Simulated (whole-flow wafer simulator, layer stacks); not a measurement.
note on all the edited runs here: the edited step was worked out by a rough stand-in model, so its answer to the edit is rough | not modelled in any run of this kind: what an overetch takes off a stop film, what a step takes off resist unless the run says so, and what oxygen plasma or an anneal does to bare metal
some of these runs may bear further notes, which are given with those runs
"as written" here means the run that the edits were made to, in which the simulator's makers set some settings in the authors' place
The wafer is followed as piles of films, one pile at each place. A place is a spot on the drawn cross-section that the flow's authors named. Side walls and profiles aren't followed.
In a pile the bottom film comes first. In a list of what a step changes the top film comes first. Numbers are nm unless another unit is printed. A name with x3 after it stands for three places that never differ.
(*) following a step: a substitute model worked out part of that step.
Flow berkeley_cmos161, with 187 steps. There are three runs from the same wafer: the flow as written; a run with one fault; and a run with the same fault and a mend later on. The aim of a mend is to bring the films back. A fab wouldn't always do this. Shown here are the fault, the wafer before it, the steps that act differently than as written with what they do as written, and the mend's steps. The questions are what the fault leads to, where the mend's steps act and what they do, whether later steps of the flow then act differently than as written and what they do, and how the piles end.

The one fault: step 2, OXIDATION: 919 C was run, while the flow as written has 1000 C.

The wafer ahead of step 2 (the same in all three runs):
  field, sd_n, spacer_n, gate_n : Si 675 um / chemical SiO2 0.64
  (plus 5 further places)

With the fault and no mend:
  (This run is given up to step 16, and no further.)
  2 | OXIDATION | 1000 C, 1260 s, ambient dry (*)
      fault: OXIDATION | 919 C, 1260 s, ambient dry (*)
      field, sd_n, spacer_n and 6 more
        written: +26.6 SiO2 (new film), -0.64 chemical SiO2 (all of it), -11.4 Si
        fault: +12.2 SiO2 (new film), -0.64 chemical SiO2 (all of it), -5.07 Si
  Every later step of the flow up to step 16 that is run acts as written at every place that is followed.
  After step 16, at field, sd_n, spacer_n and 6 more, the piles differ from the flow's by more than 2% or 0.5 nm, whichever is larger.
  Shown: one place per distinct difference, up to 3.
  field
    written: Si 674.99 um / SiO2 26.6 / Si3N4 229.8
    fault: Si 674.99 um / SiO2 12.2 / Si3N4 229.8
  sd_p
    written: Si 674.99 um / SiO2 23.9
    fault: Si 674.99 um / SiO2 9.38

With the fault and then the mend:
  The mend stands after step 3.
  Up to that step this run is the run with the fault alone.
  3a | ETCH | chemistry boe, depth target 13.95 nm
      field, sd_n, spacer_n and 6 more
        -12.2 SiO2 (all of it)
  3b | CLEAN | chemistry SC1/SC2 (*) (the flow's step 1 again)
      field, sd_n, spacer_n and 6 more
        +0.6 chemical SiO2 (new film), -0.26 Si
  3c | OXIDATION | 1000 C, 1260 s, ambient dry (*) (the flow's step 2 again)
      field, sd_n, spacer_n and 6 more
        +26.6 SiO2 (new film), -0.6 chemical SiO2 (all of it), -11.5 Si
  Every later step of the flow that is run acts as written at every place that is followed.
  The piles end only slightly different from the flow's at the places that both follow, by no more than 2% or 0.5 nm, whichever is larger.
